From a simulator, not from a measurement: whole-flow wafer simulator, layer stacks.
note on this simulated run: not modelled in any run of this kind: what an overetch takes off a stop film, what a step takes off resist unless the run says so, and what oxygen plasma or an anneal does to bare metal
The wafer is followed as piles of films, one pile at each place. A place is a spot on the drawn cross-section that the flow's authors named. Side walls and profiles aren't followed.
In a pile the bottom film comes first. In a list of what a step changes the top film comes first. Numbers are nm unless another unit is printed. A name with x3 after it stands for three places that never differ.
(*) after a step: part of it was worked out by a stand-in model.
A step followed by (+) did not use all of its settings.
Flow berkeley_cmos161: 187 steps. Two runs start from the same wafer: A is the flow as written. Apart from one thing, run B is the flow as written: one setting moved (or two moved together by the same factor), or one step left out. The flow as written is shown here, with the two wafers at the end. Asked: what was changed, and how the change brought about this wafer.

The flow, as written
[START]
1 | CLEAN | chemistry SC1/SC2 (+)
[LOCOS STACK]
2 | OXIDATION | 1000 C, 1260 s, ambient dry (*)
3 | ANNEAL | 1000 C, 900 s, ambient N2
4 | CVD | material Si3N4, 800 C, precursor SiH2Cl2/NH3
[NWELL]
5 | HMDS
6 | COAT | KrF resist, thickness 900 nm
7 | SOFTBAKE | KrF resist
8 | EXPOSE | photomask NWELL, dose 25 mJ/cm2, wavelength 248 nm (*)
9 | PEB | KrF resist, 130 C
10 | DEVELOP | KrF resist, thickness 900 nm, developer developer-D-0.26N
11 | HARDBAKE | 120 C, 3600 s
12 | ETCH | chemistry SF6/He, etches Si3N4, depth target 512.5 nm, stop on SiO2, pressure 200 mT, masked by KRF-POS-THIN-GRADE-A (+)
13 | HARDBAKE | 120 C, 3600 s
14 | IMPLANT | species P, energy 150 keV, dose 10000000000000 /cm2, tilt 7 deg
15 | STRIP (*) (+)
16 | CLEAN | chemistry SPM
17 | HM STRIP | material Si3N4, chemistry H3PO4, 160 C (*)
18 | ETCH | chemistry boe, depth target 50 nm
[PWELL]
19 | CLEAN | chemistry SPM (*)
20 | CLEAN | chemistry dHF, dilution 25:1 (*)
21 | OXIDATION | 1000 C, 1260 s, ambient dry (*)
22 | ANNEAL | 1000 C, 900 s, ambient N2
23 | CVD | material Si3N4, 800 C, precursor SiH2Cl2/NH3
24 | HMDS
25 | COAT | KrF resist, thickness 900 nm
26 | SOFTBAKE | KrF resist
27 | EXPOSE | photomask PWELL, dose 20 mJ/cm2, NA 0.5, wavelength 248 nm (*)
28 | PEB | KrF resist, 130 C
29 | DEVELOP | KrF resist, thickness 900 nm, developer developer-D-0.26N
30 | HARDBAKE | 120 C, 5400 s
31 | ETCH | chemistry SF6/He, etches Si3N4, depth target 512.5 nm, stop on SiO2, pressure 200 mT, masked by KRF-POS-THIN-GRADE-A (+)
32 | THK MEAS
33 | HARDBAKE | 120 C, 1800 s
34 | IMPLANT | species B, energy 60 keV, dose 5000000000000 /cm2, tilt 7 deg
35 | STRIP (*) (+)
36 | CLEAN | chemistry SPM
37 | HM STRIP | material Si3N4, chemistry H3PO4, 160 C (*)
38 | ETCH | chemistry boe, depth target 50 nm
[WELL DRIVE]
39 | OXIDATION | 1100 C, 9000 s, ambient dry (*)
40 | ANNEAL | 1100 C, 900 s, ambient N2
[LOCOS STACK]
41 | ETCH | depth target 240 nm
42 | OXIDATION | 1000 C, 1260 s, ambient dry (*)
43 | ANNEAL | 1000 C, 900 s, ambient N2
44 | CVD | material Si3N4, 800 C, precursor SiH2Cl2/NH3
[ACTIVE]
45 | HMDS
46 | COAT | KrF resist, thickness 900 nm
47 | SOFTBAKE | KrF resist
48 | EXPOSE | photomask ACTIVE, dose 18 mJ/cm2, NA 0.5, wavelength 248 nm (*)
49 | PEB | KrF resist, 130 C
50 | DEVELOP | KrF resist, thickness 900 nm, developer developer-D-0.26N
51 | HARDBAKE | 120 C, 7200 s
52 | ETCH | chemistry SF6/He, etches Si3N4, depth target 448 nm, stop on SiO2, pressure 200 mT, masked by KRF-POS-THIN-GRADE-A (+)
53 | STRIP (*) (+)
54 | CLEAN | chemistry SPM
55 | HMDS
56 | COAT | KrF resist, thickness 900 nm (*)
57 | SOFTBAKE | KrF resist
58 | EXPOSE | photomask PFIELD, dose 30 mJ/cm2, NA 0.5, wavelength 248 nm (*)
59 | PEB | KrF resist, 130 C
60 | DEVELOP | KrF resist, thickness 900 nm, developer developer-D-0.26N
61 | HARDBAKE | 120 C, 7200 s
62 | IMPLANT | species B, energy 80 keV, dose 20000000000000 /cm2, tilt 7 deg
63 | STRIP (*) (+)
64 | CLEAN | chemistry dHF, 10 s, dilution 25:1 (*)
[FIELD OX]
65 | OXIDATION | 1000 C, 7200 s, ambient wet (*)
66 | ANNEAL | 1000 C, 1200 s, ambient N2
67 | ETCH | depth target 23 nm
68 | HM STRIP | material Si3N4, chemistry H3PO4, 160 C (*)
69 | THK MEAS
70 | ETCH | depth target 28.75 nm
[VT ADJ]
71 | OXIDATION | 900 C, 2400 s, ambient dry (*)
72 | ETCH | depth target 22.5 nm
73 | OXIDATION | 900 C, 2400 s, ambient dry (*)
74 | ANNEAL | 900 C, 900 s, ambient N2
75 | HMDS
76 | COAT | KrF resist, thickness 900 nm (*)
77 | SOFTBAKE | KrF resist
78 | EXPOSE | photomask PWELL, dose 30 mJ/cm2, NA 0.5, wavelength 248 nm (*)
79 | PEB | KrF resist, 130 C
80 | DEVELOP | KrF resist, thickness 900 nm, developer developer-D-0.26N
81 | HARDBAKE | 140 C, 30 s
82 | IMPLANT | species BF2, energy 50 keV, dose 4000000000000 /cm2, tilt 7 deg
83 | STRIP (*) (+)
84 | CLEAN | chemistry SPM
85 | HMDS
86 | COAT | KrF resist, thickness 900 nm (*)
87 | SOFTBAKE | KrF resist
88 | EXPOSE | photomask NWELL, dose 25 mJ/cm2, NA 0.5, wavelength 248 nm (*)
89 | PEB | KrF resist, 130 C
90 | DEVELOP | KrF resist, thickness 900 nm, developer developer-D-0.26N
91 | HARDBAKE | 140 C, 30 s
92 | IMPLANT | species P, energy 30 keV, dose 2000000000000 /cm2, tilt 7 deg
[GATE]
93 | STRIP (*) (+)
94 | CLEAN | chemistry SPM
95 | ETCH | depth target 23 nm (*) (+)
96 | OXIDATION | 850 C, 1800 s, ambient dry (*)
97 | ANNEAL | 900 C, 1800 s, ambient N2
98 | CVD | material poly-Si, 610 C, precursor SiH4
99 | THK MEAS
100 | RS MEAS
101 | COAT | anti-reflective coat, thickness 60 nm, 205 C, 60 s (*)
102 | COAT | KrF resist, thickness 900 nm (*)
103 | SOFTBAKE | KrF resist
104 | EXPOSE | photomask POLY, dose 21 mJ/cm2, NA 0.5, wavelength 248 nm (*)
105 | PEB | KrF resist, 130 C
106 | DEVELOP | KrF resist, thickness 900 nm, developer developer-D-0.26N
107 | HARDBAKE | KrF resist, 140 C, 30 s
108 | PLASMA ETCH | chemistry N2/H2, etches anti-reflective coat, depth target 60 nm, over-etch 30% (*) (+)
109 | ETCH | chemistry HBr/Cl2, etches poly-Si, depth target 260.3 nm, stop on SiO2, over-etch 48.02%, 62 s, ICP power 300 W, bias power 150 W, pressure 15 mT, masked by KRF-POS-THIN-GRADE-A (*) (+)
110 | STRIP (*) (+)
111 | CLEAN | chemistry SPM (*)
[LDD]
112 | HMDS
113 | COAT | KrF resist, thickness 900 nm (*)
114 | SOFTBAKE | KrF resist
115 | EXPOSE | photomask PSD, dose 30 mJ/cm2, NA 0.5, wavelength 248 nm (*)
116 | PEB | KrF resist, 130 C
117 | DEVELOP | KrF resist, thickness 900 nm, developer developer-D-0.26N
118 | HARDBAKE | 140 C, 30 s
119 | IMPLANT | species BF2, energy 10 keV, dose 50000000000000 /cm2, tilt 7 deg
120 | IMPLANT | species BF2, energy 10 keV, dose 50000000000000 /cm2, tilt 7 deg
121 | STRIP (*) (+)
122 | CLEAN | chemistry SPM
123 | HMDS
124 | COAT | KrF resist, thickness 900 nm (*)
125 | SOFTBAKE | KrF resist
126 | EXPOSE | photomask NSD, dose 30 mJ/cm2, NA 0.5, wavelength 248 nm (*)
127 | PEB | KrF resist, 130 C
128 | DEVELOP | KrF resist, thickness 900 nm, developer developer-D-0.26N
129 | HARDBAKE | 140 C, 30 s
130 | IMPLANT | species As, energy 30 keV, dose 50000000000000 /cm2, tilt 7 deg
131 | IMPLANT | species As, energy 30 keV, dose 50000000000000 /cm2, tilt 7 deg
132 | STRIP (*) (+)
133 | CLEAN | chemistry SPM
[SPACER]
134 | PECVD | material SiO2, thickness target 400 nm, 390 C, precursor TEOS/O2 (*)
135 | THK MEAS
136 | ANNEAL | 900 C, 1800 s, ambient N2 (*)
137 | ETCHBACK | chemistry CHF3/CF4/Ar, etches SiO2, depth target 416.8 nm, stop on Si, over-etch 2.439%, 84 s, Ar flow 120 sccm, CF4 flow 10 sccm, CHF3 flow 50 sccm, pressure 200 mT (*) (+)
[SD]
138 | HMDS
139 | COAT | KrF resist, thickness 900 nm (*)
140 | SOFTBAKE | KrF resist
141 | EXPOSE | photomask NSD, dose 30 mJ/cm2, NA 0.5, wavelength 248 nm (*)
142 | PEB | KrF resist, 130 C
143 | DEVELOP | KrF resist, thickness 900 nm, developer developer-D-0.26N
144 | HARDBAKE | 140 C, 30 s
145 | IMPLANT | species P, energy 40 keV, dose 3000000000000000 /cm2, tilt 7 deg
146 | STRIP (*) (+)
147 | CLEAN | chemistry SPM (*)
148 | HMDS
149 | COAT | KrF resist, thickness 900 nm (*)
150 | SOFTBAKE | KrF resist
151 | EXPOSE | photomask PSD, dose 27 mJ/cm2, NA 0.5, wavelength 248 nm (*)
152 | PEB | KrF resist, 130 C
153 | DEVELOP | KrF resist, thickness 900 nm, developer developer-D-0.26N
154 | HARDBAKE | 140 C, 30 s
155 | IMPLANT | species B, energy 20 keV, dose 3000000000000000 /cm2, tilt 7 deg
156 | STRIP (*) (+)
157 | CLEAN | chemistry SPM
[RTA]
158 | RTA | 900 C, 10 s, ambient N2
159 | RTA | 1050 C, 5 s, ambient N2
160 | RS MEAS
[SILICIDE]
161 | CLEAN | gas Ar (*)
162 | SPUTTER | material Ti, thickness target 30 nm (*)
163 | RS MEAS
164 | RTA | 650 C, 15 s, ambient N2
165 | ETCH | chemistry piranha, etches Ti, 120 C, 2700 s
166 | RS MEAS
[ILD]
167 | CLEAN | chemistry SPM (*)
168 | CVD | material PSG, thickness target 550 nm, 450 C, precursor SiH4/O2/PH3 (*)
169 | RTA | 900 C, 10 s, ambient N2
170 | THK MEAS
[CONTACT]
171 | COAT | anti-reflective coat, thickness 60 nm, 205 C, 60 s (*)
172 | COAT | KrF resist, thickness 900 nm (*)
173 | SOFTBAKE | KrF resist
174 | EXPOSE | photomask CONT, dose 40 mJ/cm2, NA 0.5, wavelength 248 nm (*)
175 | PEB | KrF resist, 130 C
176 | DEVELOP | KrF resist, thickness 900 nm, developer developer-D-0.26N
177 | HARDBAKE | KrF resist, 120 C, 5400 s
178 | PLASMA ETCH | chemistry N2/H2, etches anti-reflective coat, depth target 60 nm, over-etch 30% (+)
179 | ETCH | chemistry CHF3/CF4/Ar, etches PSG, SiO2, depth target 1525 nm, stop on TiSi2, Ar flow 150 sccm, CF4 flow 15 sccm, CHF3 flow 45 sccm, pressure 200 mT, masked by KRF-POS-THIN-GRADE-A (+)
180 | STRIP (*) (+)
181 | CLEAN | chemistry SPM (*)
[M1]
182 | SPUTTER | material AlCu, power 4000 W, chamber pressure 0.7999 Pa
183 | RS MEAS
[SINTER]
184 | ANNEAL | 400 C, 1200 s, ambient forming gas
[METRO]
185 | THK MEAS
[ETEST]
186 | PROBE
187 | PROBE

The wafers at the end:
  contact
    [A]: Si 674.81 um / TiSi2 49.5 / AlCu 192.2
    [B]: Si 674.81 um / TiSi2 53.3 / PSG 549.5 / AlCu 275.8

Cause: step 179, ETCH: chemistry CHF3/CF4/Ar, etches PSG, SiO2, depth target 1525 nm, stop on TiSi2, Ar flow 150 sccm, CF4 flow 15 sccm, CHF3 flow 45 sccm, pressure 200 mT, masked by KRF-POS-THIN-GRADE-A (+), was skipped.

The path from the change to this, step by step:
  180 | STRIP (*) (+)
      field: A KrF resist loses 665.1 (all of it), anti-reflective coat loses 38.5 (all of it) | B KrF resist loses 821.5 (all of it), anti-reflective coat loses 38.5 (all of it)
      sd_n: A KrF resist loses 692.5 (all of it), anti-reflective coat loses 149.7 (all of it) | B KrF resist loses 848.9 (all of it), anti-reflective coat loses 149.7 (all of it)
      (also at 6 further places)
  182 | SPUTTER | material AlCu, power 4000 W, chamber pressure 0.7999 Pa
      contact: A AlCu gains 192.2 (new film) | B AlCu gains 275.8 (new film)
